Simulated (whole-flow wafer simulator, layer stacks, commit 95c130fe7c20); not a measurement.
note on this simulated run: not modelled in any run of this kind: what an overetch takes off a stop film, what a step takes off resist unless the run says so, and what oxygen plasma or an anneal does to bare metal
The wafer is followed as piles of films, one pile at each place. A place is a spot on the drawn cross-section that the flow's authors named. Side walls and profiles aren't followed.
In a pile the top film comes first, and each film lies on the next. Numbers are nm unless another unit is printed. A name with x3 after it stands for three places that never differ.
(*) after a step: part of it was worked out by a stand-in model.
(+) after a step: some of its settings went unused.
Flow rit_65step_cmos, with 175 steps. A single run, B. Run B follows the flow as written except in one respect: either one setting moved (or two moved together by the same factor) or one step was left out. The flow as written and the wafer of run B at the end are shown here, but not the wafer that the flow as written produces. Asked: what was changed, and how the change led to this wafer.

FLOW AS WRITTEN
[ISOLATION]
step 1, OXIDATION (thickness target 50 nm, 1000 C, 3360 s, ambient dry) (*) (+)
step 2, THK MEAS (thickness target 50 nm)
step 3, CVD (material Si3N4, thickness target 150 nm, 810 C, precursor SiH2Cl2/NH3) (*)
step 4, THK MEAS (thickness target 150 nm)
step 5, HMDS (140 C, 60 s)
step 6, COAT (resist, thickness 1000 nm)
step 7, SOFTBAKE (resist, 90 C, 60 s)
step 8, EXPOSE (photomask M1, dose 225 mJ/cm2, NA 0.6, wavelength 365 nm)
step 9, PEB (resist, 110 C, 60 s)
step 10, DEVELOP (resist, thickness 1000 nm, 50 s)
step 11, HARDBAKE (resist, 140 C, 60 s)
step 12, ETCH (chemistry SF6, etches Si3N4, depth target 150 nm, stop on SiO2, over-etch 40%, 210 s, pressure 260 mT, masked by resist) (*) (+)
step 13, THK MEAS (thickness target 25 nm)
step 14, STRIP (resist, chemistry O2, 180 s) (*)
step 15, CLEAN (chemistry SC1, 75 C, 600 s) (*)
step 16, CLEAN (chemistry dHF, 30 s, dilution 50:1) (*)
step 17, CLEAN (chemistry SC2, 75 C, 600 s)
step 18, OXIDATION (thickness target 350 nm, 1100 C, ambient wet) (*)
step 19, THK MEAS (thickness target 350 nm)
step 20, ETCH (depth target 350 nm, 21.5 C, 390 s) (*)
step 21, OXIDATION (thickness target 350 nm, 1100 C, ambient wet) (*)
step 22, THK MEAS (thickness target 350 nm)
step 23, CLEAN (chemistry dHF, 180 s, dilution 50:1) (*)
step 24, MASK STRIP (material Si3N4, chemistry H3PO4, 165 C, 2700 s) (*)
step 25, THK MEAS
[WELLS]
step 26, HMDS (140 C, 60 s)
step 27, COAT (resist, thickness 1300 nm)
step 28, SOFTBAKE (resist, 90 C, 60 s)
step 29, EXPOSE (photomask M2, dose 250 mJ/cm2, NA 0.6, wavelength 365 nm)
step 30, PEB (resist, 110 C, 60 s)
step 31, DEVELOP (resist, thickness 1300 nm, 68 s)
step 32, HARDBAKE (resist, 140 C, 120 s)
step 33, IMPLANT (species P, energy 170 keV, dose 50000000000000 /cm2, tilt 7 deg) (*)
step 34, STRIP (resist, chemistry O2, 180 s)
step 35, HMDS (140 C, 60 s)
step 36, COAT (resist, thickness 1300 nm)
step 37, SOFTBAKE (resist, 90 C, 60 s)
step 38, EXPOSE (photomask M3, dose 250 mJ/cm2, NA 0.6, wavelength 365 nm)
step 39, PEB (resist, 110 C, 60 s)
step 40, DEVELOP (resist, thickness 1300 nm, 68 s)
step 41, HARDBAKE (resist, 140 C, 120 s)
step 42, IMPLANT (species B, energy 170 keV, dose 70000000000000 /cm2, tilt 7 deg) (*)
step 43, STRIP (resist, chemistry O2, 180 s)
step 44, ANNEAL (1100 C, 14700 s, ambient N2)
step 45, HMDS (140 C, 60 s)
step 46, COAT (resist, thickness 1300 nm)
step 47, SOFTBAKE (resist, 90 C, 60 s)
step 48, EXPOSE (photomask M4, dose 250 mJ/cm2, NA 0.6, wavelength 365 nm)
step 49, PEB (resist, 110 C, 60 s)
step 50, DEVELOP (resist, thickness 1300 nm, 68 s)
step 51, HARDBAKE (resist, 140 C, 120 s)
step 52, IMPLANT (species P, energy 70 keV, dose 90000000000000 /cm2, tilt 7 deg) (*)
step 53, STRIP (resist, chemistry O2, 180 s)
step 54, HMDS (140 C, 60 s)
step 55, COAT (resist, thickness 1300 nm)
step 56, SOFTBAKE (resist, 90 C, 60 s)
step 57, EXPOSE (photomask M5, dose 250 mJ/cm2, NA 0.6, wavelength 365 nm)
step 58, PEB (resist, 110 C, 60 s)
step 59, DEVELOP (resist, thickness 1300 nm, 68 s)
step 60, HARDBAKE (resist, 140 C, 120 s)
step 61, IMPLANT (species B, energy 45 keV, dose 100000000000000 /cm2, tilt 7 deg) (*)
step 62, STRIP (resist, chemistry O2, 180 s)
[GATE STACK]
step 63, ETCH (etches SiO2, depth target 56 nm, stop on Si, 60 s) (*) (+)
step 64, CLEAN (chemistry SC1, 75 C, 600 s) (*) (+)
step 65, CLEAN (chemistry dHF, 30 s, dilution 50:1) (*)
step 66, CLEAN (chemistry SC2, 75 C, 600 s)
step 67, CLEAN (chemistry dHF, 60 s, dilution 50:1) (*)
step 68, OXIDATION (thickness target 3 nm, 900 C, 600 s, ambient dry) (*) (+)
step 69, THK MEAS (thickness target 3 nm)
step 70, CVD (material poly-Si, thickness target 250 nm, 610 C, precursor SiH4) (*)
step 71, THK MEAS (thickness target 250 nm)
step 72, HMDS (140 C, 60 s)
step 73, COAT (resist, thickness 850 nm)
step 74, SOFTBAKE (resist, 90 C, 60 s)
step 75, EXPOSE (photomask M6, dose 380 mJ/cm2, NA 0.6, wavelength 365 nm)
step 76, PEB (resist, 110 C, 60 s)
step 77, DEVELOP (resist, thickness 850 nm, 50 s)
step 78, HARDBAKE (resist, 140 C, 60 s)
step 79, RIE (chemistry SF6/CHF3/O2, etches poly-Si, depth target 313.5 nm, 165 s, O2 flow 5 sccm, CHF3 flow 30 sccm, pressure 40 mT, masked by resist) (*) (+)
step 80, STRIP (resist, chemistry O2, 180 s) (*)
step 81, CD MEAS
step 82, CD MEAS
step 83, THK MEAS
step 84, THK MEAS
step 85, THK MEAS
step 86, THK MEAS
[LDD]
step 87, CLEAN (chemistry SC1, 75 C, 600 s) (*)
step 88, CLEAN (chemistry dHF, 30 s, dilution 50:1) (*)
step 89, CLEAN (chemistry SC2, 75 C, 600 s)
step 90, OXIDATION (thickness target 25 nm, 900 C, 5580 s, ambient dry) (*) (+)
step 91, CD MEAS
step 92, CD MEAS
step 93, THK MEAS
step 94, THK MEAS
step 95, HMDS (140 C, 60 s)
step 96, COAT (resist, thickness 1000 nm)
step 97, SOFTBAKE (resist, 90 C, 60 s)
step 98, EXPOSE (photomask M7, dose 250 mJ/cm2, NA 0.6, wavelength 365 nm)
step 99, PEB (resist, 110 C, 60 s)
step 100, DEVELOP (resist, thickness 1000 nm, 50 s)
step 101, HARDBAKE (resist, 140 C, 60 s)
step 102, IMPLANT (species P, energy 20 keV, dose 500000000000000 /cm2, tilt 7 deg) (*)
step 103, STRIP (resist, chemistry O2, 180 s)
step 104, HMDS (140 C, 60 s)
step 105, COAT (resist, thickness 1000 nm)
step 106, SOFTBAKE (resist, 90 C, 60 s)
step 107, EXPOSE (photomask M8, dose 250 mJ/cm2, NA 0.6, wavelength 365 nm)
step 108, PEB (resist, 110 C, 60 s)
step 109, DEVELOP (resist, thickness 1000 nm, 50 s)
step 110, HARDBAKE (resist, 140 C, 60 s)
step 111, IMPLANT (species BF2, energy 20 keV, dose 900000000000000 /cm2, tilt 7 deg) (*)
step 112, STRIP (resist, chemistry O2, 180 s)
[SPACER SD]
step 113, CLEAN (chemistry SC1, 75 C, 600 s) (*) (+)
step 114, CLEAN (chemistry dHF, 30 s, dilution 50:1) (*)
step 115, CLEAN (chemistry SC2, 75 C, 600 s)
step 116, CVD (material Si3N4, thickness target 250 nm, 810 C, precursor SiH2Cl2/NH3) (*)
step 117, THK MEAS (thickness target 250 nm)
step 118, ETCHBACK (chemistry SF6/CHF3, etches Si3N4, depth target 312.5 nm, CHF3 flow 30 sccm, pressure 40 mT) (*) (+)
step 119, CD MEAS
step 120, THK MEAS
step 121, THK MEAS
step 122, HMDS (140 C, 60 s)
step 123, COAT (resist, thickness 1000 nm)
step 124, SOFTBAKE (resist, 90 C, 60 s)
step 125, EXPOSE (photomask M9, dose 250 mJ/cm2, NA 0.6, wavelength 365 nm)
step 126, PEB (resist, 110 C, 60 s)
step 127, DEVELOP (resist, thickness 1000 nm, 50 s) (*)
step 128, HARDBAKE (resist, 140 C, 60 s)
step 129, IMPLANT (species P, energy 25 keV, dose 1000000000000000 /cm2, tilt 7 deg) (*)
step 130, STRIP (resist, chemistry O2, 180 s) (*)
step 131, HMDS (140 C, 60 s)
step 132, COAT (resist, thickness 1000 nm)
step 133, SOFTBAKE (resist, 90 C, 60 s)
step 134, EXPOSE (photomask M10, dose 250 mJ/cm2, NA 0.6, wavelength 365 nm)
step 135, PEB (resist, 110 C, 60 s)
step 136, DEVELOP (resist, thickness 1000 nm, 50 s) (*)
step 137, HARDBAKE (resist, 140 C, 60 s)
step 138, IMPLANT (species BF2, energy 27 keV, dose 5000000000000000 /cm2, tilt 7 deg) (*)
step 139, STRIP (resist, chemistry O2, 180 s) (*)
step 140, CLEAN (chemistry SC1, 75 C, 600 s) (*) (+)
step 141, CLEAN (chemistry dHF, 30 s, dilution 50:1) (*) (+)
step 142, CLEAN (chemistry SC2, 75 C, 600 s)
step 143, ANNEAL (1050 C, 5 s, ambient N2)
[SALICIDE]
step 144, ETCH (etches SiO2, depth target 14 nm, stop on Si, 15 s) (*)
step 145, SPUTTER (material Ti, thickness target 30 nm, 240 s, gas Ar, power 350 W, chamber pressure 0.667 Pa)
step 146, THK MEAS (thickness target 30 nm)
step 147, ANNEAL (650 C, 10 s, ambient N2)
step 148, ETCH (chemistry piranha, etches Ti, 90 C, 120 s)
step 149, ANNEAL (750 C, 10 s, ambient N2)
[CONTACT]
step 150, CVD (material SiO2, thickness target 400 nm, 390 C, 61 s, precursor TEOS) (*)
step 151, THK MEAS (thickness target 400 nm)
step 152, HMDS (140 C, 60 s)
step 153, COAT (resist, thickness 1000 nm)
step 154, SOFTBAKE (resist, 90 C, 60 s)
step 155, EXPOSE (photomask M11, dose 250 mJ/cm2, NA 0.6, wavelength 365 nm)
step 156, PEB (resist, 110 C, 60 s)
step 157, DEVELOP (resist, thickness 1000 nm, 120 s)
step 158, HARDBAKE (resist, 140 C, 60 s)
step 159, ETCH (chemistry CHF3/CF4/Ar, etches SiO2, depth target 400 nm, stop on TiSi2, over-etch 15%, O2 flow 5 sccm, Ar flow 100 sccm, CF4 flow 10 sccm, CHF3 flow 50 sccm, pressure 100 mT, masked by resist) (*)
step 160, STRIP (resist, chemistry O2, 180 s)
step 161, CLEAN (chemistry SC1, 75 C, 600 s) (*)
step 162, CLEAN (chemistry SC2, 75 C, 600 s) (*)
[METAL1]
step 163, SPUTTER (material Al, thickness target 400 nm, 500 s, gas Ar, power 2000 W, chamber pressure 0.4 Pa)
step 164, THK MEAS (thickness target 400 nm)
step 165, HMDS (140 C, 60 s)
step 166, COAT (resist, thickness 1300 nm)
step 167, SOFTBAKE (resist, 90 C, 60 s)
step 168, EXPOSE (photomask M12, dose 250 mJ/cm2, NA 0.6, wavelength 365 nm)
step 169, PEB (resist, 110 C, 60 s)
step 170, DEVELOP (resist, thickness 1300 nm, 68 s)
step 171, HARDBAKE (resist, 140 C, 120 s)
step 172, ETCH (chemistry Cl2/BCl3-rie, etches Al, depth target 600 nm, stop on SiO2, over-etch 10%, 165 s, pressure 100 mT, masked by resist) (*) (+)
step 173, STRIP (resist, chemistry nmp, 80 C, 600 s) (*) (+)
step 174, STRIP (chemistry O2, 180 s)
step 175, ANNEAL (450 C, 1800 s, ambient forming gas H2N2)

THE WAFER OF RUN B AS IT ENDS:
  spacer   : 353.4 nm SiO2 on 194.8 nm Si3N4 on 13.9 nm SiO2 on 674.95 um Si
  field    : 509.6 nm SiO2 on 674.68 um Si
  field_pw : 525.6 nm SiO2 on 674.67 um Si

Cause: step 163, SPUTTER: power 1600 W was run, whereas the flow has power 2000 W.

How this came from the change, step by step:
  step 163, SPUTTER (material Al, thickness target 400 nm, 500 s, gas Ar, power 2000 W, chamber pressure 0.4 Pa)
      field, field_p, spacer, spacer_p: +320 Al (new film) (as written it would have been: +400 Al (new film))
      gate_n, gate_p: +320 Al (new film) (as written it would have been: +396 Al (new film))
      (as well as at 2 more places)
  step 172, ETCH (chemistry Cl2/BCl3-rie, etches Al, depth target 600 nm, stop on SiO2, over-etch 10%, 165 s, pressure 100 mT, masked by resist) (*) (+)
      field, field_p, spacer, spacer_p: -320 Al (all of it), -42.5 SiO2 (as written it would have been: -400 Al (all of it), -32.5 SiO2)
      gate_n, gate_p: -320 Al (all of it), -42.5 SiO2 (as written it would have been: -396 Al (all of it), -33 SiO2)
      (as well as at 2 more places)
